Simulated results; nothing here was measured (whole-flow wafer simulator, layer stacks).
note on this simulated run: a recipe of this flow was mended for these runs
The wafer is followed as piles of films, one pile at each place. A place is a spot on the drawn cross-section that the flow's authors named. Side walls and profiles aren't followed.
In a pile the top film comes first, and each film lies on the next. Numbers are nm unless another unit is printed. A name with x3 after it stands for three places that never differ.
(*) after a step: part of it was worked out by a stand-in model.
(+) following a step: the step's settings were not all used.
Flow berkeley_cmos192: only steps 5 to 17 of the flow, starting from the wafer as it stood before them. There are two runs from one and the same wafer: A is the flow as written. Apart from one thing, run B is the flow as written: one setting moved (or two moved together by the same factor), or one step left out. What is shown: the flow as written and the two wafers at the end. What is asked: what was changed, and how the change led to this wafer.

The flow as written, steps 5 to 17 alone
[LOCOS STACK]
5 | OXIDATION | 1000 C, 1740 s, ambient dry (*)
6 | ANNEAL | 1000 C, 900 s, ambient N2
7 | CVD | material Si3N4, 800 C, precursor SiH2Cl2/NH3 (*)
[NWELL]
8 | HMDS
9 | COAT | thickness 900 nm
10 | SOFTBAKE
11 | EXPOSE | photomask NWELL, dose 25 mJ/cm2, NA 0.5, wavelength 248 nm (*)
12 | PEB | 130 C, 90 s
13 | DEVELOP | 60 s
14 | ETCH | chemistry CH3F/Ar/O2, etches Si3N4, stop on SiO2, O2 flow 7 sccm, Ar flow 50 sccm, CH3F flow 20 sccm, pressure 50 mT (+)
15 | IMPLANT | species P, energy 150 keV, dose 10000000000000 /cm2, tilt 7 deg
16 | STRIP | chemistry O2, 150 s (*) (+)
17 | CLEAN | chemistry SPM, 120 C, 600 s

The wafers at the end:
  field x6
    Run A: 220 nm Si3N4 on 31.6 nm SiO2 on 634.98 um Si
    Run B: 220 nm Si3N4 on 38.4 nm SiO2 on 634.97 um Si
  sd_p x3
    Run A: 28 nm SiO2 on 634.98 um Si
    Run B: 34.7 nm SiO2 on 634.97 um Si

What caused this: step 5, OXIDATION: 2436 s was run, whereas the flow has 1740 s.

The path from the change to this, step by step:
  5 | OXIDATION | 1000 C, 1740 s, ambient dry (*)
      field x6, sd_p x3: A SiO2 gains 31.6 (new film), Si loses 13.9 | B SiO2 gains 38.4 (new film), Si loses 16.9
